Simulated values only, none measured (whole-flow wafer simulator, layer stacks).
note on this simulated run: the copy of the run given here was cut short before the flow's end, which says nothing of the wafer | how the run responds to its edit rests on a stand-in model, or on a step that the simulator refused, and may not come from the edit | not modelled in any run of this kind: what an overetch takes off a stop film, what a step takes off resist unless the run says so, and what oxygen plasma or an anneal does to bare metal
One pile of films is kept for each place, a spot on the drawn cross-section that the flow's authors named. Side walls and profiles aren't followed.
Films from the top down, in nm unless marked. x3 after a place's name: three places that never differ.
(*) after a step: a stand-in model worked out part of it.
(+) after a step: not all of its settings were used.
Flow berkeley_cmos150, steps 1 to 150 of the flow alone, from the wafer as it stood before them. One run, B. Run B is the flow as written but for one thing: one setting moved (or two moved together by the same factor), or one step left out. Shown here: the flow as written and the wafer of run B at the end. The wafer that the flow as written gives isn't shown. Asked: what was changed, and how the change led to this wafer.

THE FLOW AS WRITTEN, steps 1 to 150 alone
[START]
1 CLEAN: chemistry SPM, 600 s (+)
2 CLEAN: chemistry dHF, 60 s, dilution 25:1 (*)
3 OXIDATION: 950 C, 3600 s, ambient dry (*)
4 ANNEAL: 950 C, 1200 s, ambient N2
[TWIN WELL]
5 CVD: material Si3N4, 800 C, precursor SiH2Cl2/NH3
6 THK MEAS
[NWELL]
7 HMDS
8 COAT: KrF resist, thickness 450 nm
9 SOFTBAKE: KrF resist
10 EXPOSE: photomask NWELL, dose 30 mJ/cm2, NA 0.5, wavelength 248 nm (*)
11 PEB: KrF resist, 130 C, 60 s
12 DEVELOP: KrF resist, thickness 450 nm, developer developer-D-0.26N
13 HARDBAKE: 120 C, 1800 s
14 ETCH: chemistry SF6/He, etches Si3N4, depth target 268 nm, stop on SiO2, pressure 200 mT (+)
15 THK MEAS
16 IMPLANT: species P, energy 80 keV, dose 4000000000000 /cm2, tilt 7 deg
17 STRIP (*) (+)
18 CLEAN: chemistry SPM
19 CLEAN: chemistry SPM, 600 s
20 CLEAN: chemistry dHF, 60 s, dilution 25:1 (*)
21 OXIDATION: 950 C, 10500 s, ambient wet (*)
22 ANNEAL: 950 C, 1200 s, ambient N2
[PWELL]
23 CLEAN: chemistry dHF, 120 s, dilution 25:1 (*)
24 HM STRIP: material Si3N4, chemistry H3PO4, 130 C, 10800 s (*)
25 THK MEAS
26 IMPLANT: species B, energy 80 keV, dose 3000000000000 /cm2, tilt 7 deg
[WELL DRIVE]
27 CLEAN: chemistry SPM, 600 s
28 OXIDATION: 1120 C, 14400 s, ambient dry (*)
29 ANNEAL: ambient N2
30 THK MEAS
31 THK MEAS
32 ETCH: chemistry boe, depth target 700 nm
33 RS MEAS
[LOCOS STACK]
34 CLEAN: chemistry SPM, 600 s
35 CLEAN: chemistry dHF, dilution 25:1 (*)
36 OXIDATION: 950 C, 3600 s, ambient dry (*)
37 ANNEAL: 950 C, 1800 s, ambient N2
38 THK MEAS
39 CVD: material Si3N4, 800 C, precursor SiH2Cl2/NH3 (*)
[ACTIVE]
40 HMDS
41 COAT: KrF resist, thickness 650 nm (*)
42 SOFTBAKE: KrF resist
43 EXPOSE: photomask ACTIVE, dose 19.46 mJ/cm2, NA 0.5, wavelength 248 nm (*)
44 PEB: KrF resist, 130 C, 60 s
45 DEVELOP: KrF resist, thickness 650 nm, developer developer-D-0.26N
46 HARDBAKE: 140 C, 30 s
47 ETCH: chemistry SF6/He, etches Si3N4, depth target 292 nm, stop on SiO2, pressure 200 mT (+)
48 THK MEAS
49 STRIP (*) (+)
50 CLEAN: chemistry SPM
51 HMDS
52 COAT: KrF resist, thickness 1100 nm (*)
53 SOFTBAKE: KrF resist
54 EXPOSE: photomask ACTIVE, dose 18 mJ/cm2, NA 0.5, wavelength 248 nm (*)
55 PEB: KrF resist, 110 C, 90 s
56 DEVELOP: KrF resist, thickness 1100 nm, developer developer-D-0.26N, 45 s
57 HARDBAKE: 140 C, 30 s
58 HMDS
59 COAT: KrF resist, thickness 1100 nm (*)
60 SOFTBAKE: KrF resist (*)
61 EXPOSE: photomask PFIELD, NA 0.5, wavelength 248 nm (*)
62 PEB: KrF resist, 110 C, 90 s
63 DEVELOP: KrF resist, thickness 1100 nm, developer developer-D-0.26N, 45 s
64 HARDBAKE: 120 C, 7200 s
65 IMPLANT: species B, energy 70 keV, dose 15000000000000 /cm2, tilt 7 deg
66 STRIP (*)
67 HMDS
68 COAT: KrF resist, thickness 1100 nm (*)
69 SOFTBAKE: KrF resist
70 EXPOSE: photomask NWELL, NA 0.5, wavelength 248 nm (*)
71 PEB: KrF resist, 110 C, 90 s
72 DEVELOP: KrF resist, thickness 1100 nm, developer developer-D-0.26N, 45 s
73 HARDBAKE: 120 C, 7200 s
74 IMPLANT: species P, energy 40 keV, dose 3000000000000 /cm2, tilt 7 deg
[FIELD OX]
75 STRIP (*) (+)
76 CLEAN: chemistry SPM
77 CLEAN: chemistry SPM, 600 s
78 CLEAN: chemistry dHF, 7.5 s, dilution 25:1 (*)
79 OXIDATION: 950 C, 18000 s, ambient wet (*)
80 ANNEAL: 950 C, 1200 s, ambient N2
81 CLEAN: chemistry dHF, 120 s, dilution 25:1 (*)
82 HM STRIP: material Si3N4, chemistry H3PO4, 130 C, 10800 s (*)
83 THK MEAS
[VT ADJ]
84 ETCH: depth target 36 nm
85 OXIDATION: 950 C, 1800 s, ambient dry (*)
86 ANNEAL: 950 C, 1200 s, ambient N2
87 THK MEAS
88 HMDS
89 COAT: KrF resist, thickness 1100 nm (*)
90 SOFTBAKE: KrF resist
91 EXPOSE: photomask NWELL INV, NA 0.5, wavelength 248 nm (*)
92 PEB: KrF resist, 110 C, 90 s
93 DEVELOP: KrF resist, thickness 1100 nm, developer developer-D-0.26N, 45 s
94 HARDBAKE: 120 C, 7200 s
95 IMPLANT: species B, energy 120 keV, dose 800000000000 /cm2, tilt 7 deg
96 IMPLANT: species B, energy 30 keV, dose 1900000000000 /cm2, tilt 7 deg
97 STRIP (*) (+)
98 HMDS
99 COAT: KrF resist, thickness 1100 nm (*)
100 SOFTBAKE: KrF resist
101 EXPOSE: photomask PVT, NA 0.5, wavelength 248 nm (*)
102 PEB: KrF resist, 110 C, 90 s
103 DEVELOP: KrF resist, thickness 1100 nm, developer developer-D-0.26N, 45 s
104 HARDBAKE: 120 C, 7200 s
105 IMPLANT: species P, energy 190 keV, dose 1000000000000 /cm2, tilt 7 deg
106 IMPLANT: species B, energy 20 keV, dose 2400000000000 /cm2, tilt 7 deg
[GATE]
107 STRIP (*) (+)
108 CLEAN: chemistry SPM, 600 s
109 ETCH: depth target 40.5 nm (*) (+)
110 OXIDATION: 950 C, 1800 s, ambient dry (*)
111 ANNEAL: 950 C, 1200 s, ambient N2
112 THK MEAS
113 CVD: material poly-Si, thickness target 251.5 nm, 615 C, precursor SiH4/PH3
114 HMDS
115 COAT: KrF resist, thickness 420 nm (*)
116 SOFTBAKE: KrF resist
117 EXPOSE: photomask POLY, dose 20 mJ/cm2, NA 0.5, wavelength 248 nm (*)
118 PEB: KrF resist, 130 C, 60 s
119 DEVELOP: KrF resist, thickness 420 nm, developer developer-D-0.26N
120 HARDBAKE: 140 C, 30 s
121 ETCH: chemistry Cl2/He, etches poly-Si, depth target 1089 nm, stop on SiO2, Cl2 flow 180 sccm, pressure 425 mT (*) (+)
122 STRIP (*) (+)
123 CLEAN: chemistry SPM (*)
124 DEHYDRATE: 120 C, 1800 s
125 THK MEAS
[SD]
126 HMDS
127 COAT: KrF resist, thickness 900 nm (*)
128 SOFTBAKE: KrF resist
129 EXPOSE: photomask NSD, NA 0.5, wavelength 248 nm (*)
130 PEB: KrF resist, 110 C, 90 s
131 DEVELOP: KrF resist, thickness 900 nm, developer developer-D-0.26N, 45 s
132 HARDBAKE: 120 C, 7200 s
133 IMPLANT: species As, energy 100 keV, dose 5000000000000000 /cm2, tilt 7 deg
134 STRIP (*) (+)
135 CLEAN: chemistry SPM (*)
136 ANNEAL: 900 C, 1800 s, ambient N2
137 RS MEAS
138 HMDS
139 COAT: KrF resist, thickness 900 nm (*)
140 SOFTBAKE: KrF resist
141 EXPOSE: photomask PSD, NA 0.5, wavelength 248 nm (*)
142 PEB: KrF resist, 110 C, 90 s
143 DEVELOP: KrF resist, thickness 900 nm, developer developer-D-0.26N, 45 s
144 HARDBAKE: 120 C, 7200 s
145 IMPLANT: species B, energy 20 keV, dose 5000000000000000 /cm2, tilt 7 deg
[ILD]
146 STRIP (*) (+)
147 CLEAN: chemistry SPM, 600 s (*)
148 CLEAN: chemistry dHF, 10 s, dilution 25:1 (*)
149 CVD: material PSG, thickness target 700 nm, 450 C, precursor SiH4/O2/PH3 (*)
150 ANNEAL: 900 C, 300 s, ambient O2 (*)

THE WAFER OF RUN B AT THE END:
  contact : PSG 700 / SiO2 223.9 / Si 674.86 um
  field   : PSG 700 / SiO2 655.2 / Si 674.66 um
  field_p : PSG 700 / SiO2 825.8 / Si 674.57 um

The cause: step 32, ETCH: chemistry boe, depth target 700 nm, was left out.

How the change led to this, step by step:
  34 CLEAN: chemistry SPM, 600 s
      field, field_p, sd_n, gate_n, sd_p, gate_p, contact, m1: nothing (as written it would be: chemical SiO2 +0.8 (new film), Si -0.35)
  35 CLEAN: chemistry dHF, dilution 25:1 (*)
      field, field_p, sd_n, gate_n, sd_p, gate_p, contact, m1: nothing (as written it would be: chemical SiO2 -0.8 (all of it))
  36 OXIDATION: 950 C, 3600 s, ambient dry (*)
      field, sd_n, gate_n, contact, m1: SiO2 +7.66, Si -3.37 (as written it would be: SiO2 +31.5 (new film), Si -13.8)
      field_p, sd_p, gate_p: SiO2 +4.75, Si -2.09 (as written it would be: SiO2 +31.5 (new film), Si -13.8)
  41 COAT: KrF resist, thickness 650 nm (*)
      field: KrF resist +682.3 (new film) (as written it would be: KrF resist +646.4 (new film))
      field_p: KrF resist +588.1 (new film) (as written it would be: KrF resist +715.2 (new film))
      (and at 4 more places)
  45 DEVELOP: KrF resist, thickness 650 nm, developer developer-D-0.26N
      field: KrF resist -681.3 (all of it) (as written it would be: KrF resist -645.4 (all of it))
      field_p: KrF resist -587.3 (all of it) (as written it would be: KrF resist -714.1 (all of it))
  46 HARDBAKE: 140 C, 30 s
      sd_n: KrF resist -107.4 (as written it would be: KrF resist -102.2)
      sd_p: KrF resist -97.8 (as written it would be: KrF resist -112.2)
      (and at 2 more places)
  49 STRIP (*) (+)
      sd_n: KrF resist -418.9 (all of it) (as written it would be: KrF resist -392.4 (all of it))
      gate_n: KrF resist -410.8 (all of it) (as written it would be: KrF resist -400.6 (all of it))
      (and at 3 more places)
  52 COAT: KrF resist, thickness 1100 nm (*)
      field: KrF resist +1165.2 (new film) (as written it would be: KrF resist +1106.9 (new film))
      field_p: KrF resist +1057.3 (new film) (as written it would be: KrF resist +1219.5 (new film))
      (and at 3 more places)
  55 PEB: KrF resist, 110 C, 90 s
      field_p: KrF resist -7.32 (as written it would be: KrF resist -8.46)
      sd_p: KrF resist -6.76 (as written it would be: KrF resist -7.69)
      (and at 1 more place)
  56 DEVELOP: KrF resist, thickness 1100 nm, developer developer-D-0.26N, 45 s
      field: KrF resist -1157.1 (all of it) (as written it would be: KrF resist -1099.3 (all of it))
      field_p: KrF resist -1050 (all of it) (as written it would be: KrF resist -1211 (all of it))
  57 HARDBAKE: 140 C, 30 s
      sd_n: KrF resist -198 (as written it would be: KrF resist -191.5)
      sd_p: KrF resist -184 (as written it would be: KrF resist -208.8)
      (and at 1 more place)
  59 COAT: KrF resist, thickness 1100 nm (*)
      field: KrF resist +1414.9 (new film) (as written it would be: KrF resist +1365.4 (new film))
      field_p: KrF resist +1305.9 (new film) (as written it would be: KrF resist +1484.3 (new film))
      (and at 2 more places)
  62 PEB: KrF resist, 110 C, 90 s
      field_p: KrF resist -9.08 (as written it would be: KrF resist -10.4)
  63 DEVELOP: KrF resist, thickness 1100 nm, developer developer-D-0.26N, 45 s
      field: KrF resist -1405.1 (all of it) (as written it would be: KrF resist -1355.9 (all of it))
  64 HARDBAKE: 120 C, 7200 s
      field_p: KrF resist -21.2 (as written it would be: KrF resist -24.4)
      sd_p: KrF resist -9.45 (as written it would be: KrF resist -10.3)
      (and at 1 more place)
  66 STRIP (*)
      field_p: KrF resist -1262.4 (all of it) (as written it would be: KrF resist -1436.3 (all of it))
      sd_n: KrF resist -1396.2 (all of it) (as written it would be: KrF resist -1362.4 (all of it))
      (and at 2 more places)
  ... 33 more steps ...
  149 CVD: material PSG, thickness target 700 nm, 450 C, precursor SiH4/O2/PH3 (*)
      sd_p: PSG +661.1 (new film) (as written it would be: PSG +639.5 (new film))
